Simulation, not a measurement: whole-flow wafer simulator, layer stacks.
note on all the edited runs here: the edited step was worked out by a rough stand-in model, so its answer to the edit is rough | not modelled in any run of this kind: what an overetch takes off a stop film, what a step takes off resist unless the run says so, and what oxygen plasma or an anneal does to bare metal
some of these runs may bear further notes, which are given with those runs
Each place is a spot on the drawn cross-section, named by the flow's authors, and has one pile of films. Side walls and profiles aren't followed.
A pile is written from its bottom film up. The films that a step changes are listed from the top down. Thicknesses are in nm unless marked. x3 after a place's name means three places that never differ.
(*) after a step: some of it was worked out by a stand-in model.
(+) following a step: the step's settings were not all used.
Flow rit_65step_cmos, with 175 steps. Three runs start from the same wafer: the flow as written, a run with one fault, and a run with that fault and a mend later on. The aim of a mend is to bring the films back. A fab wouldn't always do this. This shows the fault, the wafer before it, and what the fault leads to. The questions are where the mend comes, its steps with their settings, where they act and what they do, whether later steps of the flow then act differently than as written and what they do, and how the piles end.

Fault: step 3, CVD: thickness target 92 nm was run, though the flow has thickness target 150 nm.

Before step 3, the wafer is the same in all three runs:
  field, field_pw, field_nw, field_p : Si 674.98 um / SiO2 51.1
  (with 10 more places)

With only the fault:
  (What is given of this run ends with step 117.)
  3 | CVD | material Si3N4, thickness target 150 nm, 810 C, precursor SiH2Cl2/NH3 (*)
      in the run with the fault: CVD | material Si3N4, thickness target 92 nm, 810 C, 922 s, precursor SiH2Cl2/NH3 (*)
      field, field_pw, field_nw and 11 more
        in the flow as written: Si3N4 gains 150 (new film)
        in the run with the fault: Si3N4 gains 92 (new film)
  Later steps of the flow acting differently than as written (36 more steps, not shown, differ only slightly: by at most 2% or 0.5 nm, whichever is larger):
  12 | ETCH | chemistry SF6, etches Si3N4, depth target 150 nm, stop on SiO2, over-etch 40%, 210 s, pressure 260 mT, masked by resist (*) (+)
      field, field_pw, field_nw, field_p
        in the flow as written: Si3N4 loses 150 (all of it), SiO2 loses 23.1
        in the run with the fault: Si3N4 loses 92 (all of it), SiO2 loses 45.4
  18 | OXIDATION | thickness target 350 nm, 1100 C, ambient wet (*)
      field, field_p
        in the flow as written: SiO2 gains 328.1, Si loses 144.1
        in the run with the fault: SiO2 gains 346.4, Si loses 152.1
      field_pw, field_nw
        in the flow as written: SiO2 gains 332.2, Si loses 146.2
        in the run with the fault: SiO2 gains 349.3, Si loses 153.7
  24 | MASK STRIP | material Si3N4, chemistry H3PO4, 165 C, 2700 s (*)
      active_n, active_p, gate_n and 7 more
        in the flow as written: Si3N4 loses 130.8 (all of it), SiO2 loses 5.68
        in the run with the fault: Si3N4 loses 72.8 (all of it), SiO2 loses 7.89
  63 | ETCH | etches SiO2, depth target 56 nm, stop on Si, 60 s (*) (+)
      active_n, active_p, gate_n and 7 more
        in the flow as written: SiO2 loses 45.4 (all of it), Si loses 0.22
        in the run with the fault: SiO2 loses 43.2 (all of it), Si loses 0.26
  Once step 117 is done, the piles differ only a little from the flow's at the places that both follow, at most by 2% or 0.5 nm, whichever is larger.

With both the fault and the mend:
  The mend follows step 11.
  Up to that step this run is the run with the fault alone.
  11a | STRIP | resist, chemistry O2, 180 s (*)
      active_n, active_p, gate_n and 7 more
        resist loses 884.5 (all of it)
  11b | CLEAN | chemistry SC2, 75 C, 600 s
      does not change any film at any place that is followed
  11c | CVD | material Si3N4, thickness target 58 nm, 810 C, 578 s, precursor SiH2Cl2/NH3 (*) (a further turn of the flow's step 3, with different settings)
      field, field_pw, field_nw and 11 more
        Si3N4 gains 58
  11d | HMDS | 140 C, 60 s (a further turn of the flow's step 5)
      does not change any film at any place that is followed
  11e | COAT | resist, thickness 1000 nm (a further turn of the flow's step 6)
      field, field_pw, field_nw and 11 more
        resist gains 1000 (new film)
  11f | SOFTBAKE | resist, 90 C, 60 s (a further turn of the flow's step 7)
      does not change any film at any place that is followed
  11g | EXPOSE | photomask M1, dose 225 mJ/cm2, NA 0.6, wavelength 365 nm (a further turn of the flow's step 8)
      does not change any film at any place that is followed
  11h | PEB | resist, 110 C, 60 s (a further turn of the flow's step 9)
      field, field_pw, field_nw and 11 more
        resist loses 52
  11i | DEVELOP | resist, thickness 1000 nm, 50 s (a further turn of the flow's step 10)
      field, field_pw, field_nw, field_p
        resist loses 948 (all of it)
  11j | HARDBAKE | resist, 140 C, 60 s (a further turn of the flow's step 11)
      active_n, active_p, gate_n and 7 more
        resist loses 63.5
  Later steps of the flow that are run all act as written at every place that is followed.
  The piles end the same as the flow's at every place that both follow.
